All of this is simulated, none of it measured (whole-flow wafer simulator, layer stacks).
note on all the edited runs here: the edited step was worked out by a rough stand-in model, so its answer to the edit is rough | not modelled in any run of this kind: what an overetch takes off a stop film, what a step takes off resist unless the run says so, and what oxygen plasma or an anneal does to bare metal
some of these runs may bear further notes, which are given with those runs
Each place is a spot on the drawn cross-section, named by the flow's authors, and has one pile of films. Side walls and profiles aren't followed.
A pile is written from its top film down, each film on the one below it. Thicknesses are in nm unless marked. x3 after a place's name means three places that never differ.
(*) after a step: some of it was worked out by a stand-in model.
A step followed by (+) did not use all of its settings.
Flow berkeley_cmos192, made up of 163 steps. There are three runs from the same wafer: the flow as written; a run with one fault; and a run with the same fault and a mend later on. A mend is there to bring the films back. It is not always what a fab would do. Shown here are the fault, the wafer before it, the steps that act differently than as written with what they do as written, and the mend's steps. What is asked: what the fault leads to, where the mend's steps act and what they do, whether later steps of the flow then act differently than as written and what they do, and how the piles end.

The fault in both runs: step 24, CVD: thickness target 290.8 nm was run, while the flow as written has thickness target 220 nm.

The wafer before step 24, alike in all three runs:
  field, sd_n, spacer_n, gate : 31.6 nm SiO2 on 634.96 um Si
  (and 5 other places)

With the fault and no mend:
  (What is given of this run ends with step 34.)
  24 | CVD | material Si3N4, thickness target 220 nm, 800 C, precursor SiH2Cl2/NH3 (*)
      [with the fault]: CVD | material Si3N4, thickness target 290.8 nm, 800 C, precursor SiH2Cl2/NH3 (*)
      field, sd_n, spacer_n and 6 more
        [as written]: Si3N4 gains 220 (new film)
        [with the fault]: Si3N4 gains 290.8 (new film)
  Steps later in the flow that act otherwise than as written:
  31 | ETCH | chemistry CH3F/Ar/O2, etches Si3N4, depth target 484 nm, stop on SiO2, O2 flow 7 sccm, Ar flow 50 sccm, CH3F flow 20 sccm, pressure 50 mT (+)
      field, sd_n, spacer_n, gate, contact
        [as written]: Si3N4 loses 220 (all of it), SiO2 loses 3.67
        [with the fault]: Si3N4 loses 290.8 (all of it), SiO2 loses 3.67
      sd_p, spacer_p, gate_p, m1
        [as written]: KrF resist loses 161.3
        [with the fault]: KrF resist loses 208.5
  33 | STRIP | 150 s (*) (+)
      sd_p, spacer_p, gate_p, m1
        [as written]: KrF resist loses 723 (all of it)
        [with the fault]: KrF resist loses 675.8 (all of it)
  Once step 34 is done, the piles at sd_p, spacer_p, gate_p, m1 depart from the flow's by more than 2% or 0.5 nm, whichever is larger.
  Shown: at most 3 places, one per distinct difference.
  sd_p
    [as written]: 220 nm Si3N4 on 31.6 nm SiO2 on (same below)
    [with the fault]: 290.8 nm Si3N4 on 31.6 nm SiO2 on (same below)

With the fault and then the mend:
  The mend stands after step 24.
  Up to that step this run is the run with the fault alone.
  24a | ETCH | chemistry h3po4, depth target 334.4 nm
      field, sd_n, spacer_n and 6 more
        Si3N4 loses 290.8 (all of it)
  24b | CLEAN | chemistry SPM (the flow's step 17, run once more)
      does not change any film at any place that is followed
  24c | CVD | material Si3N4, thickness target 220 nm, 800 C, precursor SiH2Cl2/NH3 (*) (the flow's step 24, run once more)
      field, sd_n, spacer_n and 6 more
        Si3N4 gains 220 (new film)
  Every later step of the flow that is run acts as written at every place that is followed.
  At every place that both follow, the piles at the end match the flow's.
